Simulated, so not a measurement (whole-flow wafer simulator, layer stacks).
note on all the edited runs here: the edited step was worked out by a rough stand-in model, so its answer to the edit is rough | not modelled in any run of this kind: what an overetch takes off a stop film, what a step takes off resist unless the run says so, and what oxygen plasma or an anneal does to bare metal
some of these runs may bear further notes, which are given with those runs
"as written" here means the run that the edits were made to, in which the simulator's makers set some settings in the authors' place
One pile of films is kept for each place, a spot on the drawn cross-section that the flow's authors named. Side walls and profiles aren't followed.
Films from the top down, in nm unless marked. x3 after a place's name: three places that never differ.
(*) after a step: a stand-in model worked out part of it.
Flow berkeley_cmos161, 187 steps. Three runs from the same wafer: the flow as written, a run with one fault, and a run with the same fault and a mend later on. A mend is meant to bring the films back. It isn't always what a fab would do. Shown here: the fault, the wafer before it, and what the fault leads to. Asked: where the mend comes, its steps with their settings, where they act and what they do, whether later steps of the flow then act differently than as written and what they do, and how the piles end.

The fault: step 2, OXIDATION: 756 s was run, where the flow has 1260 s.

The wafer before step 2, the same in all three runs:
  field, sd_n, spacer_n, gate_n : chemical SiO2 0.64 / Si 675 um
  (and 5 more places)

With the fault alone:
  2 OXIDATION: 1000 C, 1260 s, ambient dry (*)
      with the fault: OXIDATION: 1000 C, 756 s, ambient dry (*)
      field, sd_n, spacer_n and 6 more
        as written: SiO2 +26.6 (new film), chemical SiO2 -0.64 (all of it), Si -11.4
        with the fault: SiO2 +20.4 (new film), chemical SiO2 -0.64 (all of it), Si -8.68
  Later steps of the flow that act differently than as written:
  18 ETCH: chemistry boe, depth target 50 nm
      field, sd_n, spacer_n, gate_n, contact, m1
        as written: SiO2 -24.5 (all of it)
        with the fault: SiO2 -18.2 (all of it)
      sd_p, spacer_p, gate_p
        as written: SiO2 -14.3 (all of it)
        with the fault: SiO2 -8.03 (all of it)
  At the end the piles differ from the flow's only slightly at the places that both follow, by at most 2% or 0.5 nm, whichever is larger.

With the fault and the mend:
  The mend comes after step 2.
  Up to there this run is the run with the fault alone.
  2a OXIDATION: 1000 C, 504 s, ambient dry (*) (the flow's step 2 once more, with other settings)
      field, sd_n, spacer_n and 6 more
        SiO2 +6.28, Si -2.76
  No later step of the flow acts differently than as written at any place that is followed.
  At the end the piles are the same as the flow's at every place that both follow.
